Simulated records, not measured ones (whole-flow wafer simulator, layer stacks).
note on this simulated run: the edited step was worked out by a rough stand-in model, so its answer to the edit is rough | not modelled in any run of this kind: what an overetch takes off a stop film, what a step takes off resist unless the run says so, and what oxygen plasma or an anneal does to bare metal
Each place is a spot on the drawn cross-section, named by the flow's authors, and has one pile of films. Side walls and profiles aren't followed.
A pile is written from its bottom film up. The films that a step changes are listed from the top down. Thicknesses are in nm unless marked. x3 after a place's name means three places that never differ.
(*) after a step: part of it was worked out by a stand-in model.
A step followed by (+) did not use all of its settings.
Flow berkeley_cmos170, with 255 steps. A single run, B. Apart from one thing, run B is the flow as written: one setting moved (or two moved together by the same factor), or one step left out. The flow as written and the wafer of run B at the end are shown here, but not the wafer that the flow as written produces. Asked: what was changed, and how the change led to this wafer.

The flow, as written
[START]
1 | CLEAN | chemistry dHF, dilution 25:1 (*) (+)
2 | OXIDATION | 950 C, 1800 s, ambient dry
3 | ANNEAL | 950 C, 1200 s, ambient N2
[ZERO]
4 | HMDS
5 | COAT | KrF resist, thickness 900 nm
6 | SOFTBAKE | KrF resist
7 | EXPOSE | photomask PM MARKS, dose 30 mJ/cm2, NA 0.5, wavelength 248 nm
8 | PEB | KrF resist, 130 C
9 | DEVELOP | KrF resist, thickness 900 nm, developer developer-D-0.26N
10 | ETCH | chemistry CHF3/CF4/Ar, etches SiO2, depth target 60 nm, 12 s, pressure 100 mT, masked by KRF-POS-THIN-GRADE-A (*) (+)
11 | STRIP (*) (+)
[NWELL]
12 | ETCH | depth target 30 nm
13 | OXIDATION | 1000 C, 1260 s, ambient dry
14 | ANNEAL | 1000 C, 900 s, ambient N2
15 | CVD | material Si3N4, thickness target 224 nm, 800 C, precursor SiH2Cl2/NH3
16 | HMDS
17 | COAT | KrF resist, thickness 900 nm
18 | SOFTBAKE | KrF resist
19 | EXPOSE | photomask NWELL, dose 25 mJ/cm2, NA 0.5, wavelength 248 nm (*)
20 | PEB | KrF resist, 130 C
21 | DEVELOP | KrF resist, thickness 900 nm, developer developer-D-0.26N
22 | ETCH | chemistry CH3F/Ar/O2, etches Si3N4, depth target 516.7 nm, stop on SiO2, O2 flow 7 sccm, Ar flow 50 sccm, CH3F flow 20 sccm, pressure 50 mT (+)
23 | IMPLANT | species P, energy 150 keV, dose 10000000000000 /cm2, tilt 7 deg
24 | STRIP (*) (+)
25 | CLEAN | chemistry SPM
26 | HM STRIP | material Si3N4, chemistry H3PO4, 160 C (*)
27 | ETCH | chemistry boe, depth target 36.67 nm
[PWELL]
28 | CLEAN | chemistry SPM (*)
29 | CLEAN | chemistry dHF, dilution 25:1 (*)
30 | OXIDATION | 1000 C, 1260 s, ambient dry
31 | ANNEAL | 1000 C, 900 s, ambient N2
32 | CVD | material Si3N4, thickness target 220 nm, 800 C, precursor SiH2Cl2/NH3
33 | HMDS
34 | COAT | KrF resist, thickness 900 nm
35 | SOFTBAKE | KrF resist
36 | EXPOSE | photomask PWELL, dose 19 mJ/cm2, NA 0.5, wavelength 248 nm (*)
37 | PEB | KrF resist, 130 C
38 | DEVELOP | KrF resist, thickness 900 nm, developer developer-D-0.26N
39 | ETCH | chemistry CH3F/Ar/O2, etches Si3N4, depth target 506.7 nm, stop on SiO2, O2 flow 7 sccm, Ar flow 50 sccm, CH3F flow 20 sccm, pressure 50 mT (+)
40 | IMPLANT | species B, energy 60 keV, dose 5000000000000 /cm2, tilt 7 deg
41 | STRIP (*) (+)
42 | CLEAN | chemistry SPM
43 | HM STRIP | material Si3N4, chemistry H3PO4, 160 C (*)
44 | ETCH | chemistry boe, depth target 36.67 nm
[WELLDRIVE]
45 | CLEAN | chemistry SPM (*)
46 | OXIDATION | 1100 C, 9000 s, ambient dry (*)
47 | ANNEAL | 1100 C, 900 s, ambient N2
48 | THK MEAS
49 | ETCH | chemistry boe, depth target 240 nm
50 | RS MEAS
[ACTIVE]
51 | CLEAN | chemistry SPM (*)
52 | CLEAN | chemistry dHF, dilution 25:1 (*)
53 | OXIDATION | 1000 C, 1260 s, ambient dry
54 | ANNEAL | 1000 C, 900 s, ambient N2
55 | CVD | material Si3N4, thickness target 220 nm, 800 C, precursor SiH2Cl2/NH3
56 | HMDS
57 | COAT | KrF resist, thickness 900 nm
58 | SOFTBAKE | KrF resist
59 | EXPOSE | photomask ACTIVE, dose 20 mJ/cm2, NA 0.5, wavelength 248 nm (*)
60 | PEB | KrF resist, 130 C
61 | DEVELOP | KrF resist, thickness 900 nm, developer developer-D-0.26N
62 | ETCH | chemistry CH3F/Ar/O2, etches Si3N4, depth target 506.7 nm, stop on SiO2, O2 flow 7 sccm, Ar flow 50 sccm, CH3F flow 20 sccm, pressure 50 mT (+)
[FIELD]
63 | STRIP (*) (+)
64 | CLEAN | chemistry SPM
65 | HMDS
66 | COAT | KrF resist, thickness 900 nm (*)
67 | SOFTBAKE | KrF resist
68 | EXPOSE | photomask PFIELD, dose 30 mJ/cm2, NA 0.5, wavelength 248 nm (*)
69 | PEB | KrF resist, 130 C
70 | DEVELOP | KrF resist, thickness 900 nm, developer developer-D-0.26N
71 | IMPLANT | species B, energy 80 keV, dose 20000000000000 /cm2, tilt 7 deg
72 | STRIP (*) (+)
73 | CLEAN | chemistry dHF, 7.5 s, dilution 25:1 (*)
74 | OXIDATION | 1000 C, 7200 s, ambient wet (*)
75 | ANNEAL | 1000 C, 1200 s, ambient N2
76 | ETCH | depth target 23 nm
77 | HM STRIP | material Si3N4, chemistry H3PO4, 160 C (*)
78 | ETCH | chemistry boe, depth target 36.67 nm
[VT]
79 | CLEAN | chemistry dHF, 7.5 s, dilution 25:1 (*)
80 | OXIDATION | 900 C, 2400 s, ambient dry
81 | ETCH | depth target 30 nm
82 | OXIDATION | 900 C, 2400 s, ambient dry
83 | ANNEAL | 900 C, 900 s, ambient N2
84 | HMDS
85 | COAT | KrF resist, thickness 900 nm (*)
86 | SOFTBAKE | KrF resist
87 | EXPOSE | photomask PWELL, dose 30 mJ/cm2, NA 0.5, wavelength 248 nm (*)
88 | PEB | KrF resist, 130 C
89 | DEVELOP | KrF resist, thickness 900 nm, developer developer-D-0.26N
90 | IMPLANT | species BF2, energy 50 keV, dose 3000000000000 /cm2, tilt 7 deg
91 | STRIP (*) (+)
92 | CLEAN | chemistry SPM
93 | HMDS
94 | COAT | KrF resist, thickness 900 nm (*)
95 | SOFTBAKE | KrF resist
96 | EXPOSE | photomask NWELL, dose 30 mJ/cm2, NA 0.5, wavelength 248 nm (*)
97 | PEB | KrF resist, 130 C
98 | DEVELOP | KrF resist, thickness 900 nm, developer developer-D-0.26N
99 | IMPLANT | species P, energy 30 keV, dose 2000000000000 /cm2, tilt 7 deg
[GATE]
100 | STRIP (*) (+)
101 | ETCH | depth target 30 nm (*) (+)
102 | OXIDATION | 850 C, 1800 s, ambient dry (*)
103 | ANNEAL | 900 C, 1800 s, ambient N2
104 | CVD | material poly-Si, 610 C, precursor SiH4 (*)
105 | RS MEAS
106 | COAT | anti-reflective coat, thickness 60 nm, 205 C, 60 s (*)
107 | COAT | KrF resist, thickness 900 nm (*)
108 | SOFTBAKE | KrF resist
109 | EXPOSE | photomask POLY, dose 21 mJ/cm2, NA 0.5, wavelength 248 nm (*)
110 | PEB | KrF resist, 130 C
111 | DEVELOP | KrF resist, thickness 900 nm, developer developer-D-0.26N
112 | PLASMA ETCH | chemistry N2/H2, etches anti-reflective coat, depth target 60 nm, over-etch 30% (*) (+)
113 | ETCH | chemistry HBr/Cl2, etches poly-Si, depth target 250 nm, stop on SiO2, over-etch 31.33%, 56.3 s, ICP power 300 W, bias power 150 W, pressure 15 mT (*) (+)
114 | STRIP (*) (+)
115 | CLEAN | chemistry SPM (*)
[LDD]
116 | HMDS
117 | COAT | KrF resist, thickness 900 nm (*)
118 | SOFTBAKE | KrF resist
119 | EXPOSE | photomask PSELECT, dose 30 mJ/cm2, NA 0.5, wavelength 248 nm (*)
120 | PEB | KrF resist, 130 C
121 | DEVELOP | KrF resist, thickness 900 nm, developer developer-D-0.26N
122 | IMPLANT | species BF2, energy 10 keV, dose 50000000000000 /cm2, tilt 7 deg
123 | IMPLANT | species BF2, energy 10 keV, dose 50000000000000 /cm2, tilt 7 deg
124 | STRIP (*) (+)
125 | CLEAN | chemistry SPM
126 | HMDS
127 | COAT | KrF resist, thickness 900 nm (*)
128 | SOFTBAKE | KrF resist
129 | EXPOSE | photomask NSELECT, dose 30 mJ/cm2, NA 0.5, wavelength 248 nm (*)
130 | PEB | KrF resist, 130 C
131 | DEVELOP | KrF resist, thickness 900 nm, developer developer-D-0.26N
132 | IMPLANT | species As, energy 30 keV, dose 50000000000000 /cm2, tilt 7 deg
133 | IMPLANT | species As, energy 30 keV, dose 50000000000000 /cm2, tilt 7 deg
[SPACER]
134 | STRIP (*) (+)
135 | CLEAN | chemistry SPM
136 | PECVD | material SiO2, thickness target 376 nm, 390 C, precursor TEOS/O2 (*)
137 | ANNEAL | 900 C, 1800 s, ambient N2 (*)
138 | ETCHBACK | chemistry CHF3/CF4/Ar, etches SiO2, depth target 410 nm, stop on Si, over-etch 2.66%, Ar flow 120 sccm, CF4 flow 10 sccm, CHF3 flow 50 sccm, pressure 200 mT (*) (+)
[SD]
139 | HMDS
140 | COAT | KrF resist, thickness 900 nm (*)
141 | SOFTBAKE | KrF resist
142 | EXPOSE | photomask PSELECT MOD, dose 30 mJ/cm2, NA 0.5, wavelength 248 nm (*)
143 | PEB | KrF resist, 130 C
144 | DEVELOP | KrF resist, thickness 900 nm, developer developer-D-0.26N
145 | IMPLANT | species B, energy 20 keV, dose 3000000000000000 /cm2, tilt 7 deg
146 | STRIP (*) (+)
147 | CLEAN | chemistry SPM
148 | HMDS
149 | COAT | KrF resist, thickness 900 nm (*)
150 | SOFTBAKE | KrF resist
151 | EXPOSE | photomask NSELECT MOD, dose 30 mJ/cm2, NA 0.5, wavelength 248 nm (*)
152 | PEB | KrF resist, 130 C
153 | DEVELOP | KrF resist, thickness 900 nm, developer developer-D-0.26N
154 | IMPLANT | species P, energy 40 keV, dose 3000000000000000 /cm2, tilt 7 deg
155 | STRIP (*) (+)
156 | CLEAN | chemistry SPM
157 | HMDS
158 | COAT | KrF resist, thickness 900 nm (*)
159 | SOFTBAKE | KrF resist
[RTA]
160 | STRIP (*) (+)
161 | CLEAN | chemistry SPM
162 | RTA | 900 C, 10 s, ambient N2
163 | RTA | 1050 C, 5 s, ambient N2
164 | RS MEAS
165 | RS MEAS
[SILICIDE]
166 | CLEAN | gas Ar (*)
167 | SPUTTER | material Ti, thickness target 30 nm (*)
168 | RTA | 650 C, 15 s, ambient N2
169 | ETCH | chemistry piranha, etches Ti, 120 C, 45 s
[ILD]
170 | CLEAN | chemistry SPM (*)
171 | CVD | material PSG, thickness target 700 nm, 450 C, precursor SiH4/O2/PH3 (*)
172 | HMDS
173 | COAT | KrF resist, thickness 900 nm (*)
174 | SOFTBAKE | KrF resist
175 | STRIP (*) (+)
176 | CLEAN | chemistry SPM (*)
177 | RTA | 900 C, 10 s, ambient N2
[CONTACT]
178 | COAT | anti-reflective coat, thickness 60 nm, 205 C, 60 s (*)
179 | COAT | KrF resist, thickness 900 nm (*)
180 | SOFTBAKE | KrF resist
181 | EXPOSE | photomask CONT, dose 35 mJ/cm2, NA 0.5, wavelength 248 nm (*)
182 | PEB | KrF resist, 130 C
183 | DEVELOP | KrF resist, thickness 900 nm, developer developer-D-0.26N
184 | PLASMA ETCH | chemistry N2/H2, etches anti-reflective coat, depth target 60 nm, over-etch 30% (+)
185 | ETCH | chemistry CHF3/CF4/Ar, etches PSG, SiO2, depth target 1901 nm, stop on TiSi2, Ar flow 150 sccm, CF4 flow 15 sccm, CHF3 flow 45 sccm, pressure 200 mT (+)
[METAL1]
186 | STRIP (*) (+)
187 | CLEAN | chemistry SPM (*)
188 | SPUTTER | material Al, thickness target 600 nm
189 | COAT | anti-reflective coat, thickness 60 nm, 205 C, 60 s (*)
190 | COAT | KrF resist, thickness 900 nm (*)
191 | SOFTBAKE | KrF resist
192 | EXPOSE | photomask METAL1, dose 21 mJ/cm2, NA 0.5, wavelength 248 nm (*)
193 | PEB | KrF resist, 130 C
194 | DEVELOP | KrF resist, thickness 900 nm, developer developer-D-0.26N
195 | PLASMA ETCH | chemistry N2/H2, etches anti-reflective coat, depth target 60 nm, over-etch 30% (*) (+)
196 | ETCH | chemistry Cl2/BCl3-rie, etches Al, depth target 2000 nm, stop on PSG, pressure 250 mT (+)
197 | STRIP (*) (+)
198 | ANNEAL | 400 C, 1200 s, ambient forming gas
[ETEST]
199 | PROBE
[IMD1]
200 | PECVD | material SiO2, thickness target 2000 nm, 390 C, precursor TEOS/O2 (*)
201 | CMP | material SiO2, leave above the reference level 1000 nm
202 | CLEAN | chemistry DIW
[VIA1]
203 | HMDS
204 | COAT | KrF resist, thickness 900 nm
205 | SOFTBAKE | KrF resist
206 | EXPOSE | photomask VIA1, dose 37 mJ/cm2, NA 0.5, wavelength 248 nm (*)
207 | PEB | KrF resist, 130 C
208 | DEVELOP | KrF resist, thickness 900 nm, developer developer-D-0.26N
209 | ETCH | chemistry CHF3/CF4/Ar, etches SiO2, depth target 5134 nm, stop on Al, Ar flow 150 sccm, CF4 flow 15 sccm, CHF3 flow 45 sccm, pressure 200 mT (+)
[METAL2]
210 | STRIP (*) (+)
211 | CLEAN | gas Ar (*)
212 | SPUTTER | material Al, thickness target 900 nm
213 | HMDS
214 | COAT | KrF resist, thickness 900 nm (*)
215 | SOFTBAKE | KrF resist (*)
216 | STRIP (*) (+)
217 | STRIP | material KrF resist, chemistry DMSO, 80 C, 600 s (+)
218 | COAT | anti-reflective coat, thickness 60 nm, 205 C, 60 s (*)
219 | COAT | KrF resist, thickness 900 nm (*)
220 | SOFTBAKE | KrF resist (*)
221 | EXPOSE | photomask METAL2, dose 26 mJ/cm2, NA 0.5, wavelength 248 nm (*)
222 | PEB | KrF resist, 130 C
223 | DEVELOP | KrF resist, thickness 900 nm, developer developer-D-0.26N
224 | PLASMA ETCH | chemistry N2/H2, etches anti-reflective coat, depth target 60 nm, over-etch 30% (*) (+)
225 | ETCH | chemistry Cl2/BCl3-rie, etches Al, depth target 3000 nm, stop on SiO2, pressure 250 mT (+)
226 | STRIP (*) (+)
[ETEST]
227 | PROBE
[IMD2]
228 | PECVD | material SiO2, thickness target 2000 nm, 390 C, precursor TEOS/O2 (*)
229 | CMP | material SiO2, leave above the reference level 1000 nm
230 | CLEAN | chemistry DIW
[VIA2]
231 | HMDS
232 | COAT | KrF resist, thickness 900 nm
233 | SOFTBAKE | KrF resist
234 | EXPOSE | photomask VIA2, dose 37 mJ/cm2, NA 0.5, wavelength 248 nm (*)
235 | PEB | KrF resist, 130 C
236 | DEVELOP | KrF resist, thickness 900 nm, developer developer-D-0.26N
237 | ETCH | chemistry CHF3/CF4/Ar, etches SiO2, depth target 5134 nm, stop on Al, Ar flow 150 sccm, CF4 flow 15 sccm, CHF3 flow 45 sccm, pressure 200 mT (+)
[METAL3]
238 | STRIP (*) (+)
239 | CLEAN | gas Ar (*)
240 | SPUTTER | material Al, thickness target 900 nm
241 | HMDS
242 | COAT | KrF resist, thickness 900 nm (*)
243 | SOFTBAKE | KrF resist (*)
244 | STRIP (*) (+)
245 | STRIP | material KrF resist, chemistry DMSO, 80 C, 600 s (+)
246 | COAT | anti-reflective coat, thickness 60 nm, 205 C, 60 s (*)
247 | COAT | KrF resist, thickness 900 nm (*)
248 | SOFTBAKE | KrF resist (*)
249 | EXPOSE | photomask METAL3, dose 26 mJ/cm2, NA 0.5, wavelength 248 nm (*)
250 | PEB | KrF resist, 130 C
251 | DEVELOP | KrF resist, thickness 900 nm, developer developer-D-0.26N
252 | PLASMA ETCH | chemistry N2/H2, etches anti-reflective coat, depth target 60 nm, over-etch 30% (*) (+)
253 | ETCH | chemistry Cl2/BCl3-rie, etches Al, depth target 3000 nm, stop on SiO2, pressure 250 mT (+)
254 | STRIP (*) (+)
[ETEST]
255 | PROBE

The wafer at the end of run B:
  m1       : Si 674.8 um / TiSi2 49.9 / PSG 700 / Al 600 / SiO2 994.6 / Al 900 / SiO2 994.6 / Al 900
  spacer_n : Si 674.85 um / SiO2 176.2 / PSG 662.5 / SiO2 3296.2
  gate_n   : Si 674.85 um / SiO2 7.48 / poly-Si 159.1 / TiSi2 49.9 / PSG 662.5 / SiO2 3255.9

What caused this: step 167, SPUTTER: thickness target 27 nm was run, while the flow as written has thickness target 30 nm.

The path from the change to this, step by step:
  167 | SPUTTER | material Ti, thickness target 30 nm (*)
      field, sd_n, spacer_n and 9 more: Ti gains 27 (new film) (as written it would have been: Ti gains 30 (new film))
  168 | RTA | 650 C, 15 s, ambient N2
      sd_n, sd_p, contact, m1, via1, m2, via2: Ti loses 21.1, TiSi first gains 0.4 (new film), TiSi2 C49 gains 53 (new film), Si loses 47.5 (as written it would have been: Ti loses 23.4, TiSi first gains 6.2 (new film), TiSi2 C49 gains 50.3 (new film), Si loses 49)
      gate_n, gate_p: Ti loses 21.1, TiSi first gains 0.4 (new film), TiSi2 C49 gains 53 (new film), poly-Si loses 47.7 (as written it would have been: Ti loses 23.4, TiSi first gains 6.2 (new film), TiSi2 C49 gains 50.3 (new film), poly-Si loses 49.2)
  169 | ETCH | chemistry piranha, etches Ti, 120 C, 45 s
      sd_n, gate_n, sd_p and 6 more: Ti loses 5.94 (all of it), TiSi first loses 0.4 (all of it) (as written it would have been: Ti loses 6.6 (all of it), TiSi first loses 0.1)
      field, spacer_n, spacer_p: Ti loses 27 (all of it) (as written it would have been: Ti loses 30 (all of it))
  177 | RTA | 900 C, 10 s, ambient N2
      sd_n, sd_p, contact, m1, via1, m2, via2: under 1 film: TiSi2 gains 49.9 (new film), TiSi2 C49 loses 53 (all of it) (as written it would have been: under 1 film: TiSi2 gains 55.9 (new film), TiSi first loses 6.09 (all of it), TiSi2 C49 loses 50.3 (all of it), Si loses 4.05)
      gate_n, gate_p: under 1 film: TiSi2 gains 49.9 (new film), TiSi2 C49 loses 53 (all of it) (as written it would have been: under 1 film: TiSi2 gains 55.9 (new film), TiSi first loses 6.09 (all of it), TiSi2 C49 loses 50.3 (all of it), poly-Si loses 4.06)
